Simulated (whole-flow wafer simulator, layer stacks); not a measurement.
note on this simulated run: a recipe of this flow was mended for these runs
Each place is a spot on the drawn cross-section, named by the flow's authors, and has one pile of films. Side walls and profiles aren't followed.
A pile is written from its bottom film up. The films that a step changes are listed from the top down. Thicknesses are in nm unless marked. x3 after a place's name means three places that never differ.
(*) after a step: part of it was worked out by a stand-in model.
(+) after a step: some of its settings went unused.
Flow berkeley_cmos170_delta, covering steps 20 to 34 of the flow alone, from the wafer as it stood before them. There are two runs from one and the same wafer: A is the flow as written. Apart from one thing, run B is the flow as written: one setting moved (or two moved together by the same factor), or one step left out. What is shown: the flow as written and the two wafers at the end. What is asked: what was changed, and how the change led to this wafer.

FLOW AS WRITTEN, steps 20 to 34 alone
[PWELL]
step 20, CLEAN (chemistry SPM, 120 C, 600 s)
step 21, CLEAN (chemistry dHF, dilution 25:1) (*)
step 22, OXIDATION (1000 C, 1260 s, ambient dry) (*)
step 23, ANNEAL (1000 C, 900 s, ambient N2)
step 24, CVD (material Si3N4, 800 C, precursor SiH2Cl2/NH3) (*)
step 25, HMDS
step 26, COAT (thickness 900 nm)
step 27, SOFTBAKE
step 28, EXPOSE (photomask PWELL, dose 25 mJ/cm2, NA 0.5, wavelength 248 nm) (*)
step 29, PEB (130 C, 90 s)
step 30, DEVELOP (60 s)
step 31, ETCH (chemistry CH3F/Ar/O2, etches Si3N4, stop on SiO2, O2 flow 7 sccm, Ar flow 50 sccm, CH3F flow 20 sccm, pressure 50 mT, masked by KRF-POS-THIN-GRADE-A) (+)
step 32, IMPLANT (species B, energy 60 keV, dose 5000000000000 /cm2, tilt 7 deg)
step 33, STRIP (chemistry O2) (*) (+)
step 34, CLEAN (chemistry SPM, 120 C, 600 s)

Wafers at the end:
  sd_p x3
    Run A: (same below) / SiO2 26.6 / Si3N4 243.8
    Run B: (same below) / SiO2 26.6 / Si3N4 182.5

The reason: step 24, CVD: 780 C was run, though the flow has 800 C.

The path from the change to this, step by step:
  step 24, CVD (material Si3N4, 800 C, precursor SiH2Cl2/NH3) (*)
      field x6, sd_p x3: A Si3N4 gains 243.8 (new film) | B Si3N4 gains 182.5 (new film)
  step 31, ETCH (chemistry CH3F/Ar/O2, etches Si3N4, stop on SiO2, O2 flow 7 sccm, Ar flow 50 sccm, CH3F flow 20 sccm, pressure 50 mT, masked by KRF-POS-THIN-GRADE-A) (+)
      field x6: A Si3N4 loses 243.8 (all of it), SiO2 loses 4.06 | B Si3N4 loses 182.5 (all of it), SiO2 loses 4.06
      sd_p x3: A KrF-resist loses 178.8 | B KrF-resist loses 137.9
  step 33, STRIP (chemistry O2) (*) (+)
      sd_p x3: A KrF-resist loses 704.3 (all of it) | B KrF-resist loses 745.2 (all of it)
